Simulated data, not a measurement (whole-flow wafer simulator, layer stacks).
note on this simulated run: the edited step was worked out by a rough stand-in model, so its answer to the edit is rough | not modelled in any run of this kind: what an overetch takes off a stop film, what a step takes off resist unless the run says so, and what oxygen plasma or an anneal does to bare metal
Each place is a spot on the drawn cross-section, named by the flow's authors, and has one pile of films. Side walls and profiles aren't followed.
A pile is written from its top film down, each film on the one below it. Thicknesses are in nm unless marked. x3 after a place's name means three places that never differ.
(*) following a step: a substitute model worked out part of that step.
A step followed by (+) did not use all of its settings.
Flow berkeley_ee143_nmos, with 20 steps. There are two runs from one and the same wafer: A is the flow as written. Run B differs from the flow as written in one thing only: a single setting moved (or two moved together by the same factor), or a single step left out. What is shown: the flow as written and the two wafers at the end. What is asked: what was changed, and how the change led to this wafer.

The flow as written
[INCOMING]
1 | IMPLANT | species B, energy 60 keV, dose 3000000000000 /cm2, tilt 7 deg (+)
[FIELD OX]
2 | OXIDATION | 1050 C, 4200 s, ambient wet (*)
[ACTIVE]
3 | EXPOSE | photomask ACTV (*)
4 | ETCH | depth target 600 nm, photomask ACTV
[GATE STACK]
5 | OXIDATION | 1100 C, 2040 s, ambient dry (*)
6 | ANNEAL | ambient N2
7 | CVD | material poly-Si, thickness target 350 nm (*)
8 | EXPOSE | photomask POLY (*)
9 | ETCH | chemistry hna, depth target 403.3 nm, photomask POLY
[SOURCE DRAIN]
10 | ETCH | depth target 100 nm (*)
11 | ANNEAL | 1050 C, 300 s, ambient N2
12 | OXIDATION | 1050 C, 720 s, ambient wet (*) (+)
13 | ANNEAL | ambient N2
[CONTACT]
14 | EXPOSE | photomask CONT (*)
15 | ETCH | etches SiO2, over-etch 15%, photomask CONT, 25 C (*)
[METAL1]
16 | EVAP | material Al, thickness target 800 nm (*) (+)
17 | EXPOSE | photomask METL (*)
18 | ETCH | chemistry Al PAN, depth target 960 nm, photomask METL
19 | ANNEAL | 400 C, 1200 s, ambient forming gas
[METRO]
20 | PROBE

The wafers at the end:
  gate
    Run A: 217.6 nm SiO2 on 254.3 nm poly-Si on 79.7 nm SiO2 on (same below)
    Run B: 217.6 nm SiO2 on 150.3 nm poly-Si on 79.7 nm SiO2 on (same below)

What caused this: step 7, CVD: thickness target 246 nm was run, whereas the flow has thickness target 350 nm.

Step by step, how the change led to this:
  7 | CVD | material poly-Si, thickness target 350 nm (*)
      gate, sd, contact, field: A +350 poly-Si (new film) | B +246 poly-Si (new film)
  9 | ETCH | chemistry hna, depth target 403.3 nm, photomask POLY
      sd, contact, field: A -350 poly-Si (all of it) | B -246 poly-Si (all of it)
